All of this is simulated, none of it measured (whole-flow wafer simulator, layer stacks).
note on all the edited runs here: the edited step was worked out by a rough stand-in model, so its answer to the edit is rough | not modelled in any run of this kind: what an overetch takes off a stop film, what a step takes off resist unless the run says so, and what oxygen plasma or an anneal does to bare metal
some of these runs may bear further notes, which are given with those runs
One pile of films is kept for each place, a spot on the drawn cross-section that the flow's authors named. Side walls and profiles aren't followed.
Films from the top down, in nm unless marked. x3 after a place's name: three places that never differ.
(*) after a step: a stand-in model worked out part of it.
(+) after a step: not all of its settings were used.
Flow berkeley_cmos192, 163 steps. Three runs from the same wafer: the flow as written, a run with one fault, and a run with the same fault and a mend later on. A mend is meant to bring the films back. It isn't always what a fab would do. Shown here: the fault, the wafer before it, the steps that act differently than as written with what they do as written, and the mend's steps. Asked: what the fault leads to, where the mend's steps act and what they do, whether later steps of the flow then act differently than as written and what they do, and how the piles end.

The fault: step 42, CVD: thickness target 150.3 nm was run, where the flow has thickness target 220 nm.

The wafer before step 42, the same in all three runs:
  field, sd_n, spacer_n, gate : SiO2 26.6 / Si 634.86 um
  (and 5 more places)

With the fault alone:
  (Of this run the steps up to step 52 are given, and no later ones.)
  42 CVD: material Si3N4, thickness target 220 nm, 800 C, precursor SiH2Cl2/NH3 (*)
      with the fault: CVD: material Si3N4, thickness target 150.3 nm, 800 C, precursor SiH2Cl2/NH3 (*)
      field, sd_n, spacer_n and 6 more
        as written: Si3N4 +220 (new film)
        with the fault: Si3N4 +150.3 (new film)
  Later steps of the flow that act differently than as written:
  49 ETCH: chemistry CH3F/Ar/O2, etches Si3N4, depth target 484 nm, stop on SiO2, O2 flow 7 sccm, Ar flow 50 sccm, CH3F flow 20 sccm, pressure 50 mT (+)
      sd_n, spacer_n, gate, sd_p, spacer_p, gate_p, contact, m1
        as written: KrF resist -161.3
        with the fault: KrF resist -114.9
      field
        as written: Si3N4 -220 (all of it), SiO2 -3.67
        with the fault: Si3N4 -150.3 (all of it), SiO2 -3.67
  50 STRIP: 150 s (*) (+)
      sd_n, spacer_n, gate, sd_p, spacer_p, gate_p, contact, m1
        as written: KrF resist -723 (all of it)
        with the fault: KrF resist -769.5 (all of it)
  After step 52 the piles differ from the flow's by more than 2% or 0.5 nm, whichever is larger, at sd_n, spacer_n, gate, sd_p, spacer_p, gate_p, contact, m1.
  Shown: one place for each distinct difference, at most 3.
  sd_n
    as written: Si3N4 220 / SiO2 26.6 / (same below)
    with the fault: Si3N4 150.3 / SiO2 26.6 / (same below)

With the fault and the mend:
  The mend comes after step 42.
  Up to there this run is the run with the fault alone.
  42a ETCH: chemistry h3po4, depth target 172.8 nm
      field, sd_n, spacer_n and 6 more
        Si3N4 -150.3 (all of it)
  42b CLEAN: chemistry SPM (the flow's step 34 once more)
      changes no film at any place that is followed
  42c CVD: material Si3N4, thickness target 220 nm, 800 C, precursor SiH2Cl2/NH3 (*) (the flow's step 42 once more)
      field, sd_n, spacer_n and 6 more
        Si3N4 +220 (new film)
  No later step of the flow acts differently than as written at any place that is followed.
  At the end the piles are the same as the flow's at every place that both follow.
